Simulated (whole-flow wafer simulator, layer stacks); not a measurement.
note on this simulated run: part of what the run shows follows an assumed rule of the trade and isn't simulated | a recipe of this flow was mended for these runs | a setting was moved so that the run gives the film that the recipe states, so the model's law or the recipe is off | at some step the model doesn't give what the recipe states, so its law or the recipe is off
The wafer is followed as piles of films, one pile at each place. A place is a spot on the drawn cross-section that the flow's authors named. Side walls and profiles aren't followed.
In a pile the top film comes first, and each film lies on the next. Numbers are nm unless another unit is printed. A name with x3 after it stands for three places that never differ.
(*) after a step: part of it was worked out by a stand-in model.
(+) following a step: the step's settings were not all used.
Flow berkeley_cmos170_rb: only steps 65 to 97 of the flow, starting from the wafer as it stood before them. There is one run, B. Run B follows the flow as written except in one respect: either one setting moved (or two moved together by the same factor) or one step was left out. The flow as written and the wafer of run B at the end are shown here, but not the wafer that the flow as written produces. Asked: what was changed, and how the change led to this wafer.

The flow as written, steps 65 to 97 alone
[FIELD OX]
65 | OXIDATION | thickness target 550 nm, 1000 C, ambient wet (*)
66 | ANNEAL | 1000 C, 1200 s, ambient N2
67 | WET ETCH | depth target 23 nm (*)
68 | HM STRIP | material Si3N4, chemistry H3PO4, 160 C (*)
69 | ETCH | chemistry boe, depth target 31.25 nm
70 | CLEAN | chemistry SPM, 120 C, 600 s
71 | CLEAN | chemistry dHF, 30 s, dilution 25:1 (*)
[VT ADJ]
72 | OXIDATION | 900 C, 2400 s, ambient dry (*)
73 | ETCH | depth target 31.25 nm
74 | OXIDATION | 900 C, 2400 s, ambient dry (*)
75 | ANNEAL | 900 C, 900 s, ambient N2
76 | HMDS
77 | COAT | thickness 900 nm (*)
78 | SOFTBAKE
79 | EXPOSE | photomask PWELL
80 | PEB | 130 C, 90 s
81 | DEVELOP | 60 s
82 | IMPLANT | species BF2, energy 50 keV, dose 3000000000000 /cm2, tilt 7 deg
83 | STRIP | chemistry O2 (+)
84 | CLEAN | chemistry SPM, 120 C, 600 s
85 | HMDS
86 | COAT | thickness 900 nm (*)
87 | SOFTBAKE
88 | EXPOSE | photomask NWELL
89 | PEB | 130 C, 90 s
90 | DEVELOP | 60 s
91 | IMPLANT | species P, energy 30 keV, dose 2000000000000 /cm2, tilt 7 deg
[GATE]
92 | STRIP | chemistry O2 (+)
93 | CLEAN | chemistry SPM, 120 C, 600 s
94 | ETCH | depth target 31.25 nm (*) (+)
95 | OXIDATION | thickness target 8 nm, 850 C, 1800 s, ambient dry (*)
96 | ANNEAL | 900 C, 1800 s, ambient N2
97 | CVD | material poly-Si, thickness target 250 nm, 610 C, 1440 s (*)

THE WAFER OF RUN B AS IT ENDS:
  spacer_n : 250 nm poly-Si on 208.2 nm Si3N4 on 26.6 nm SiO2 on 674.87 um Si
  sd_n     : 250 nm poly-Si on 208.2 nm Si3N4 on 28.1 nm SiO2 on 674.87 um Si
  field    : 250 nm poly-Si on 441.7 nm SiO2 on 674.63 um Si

The reason: step 68, HM STRIP: material Si3N4, chemistry H3PO4, 160 C (*), was not run.

Step by step, how the change led to this:
  69 | ETCH | chemistry boe, depth target 31.25 nm
      spacer_n, spacer_p, gate_p, contact, m1: Si3N4 loses 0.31 (it would be, as written: SiO2 loses 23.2 (all of it))
      gate, sd_p: Si3N4 loses 0.31 (it would be, as written: SiO2 loses 23.3 (all of it))
      (and at 1 other place as well)
  70 | CLEAN | chemistry SPM, 120 C, 600 s
      sd_n, spacer_n, gate, sd_p, spacer_p, gate_p, contact, m1: nothing (it would be, as written: chemical SiO2 gains 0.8 (new film), Si loses 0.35)
  71 | CLEAN | chemistry dHF, 30 s, dilution 25:1 (*)
      sd_n, spacer_n, gate, sd_p, spacer_p, gate_p, contact, m1: Si3N4 loses 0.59 (it would be, as written: chemical SiO2 loses 0.8 (all of it))
  72 | OXIDATION | 900 C, 2400 s, ambient dry (*)
      sd_n, spacer_n, gate, sd_p, spacer_p, gate_p, contact, m1: nothing (it would be, as written: SiO2 gains 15 (new film), Si loses 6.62)
  73 | ETCH | depth target 31.25 nm
      sd_n, spacer_n, gate, sd_p, spacer_p, gate_p, contact, m1: Si3N4 loses 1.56 (it would be, as written: SiO2 loses 15 (all of it))
  74 | OXIDATION | 900 C, 2400 s, ambient dry (*)
      sd_n, spacer_n, gate, sd_p, spacer_p, gate_p, contact, m1: nothing (it would be, as written: SiO2 gains 15 (new film), Si loses 6.62)
  77 | COAT | thickness 900 nm (*)
      field: KrF-resist gains 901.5 (new film) (it would be, as written: KrF-resist gains 841.8 (new film))
      sd_n: KrF-resist gains 896.7 (new film) (it would be, as written: KrF-resist gains 1014.8 (new film))
      (and at 7 other places as well)
  81 | DEVELOP | 60 s
      field: KrF-resist loses 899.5 (all of it) (it would be, as written: KrF-resist loses 839.9 (all of it))
      sd_n: KrF-resist loses 894.7 (all of it) (it would be, as written: KrF-resist loses 1012.5 (all of it))
      (and at 4 other places as well)
  83 | STRIP | chemistry O2 (+)
      sd_p: KrF-resist loses 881 (all of it) (it would be, as written: KrF-resist loses 977.3 (all of it))
      spacer_p: KrF-resist loses 881.4 (all of it) (it would be, as written: KrF-resist loses 958.6 (all of it))
      (and at 1 other place as well)
  86 | COAT | thickness 900 nm (*)
      field: KrF-resist gains 901.5 (new film) (it would be, as written: KrF-resist gains 841.8 (new film))
      sd_n: KrF-resist gains 896.7 (new film) (it would be, as written: KrF-resist gains 1014.8 (new film))
      (and at 7 other places as well)
  90 | DEVELOP | 60 s
      sd_p: KrF-resist loses 896 (all of it) (it would be, as written: KrF-resist loses 992.2 (all of it))
      spacer_p: KrF-resist loses 896.3 (all of it) (it would be, as written: KrF-resist loses 973.6 (all of it))
      (and at 1 other place as well)
  92 | STRIP | chemistry O2 (+)
      field: KrF-resist loses 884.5 (all of it) (it would be, as written: KrF-resist loses 825 (all of it))
      sd_n: KrF-resist loses 879.8 (all of it) (it would be, as written: KrF-resist loses 997.5 (all of it))
      (and at 4 other places as well)
  94 | ETCH | depth target 31.25 nm (*) (+)
      sd_n, spacer_n, gate, sd_p, spacer_p, gate_p, contact, m1: Si3N4 loses 1.56 (it would be, as written: SiO2 loses 15 (all of it))
  95 | OXIDATION | thickness target 8 nm, 850 C, 1800 s, ambient dry (*)
      sd_n, spacer_n, gate, sd_p, spacer_p, gate_p, contact, m1: nothing (it would be, as written: SiO2 gains 7.53 (new film), Si loses 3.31)
